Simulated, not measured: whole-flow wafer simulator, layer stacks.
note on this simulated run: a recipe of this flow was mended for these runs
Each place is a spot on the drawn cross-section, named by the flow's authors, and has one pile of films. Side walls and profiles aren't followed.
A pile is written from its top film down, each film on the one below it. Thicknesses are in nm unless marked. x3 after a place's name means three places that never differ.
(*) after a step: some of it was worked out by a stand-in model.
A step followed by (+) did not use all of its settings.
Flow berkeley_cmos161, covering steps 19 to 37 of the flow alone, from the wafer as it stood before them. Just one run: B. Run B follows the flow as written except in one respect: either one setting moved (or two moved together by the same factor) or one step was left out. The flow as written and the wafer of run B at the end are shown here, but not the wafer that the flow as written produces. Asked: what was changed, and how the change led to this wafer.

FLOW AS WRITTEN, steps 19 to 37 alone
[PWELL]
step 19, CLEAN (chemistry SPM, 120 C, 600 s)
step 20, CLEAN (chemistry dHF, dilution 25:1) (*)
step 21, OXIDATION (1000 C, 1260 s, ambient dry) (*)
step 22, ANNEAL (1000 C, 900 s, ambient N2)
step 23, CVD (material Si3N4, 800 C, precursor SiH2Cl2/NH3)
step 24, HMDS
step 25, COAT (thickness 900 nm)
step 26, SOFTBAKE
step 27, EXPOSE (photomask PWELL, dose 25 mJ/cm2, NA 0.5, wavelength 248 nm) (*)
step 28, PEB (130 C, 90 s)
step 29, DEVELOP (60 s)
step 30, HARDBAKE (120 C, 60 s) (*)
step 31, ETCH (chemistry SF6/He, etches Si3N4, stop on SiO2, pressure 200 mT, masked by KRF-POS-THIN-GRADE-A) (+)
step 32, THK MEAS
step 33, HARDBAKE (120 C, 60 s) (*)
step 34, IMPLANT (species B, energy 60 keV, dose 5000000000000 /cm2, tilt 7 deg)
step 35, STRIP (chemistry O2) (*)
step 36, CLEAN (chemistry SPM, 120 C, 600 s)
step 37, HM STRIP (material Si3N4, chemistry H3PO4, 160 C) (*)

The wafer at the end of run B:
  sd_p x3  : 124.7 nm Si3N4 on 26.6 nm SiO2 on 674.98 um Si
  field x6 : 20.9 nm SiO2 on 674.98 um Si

Cause: step 37, HM STRIP: 128 C was run, whereas the flow has 160 C.

Step by step, how the change led to this:
  step 37, HM STRIP (material Si3N4, chemistry H3PO4, 160 C) (*)
      sd_p x3: Si3N4 loses 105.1 (as written it would have been: Si3N4 loses 229.8 (all of it), SiO2 loses 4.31)
      field x6: SiO2 loses 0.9 (as written it would have been: SiO2 loses 11.6)
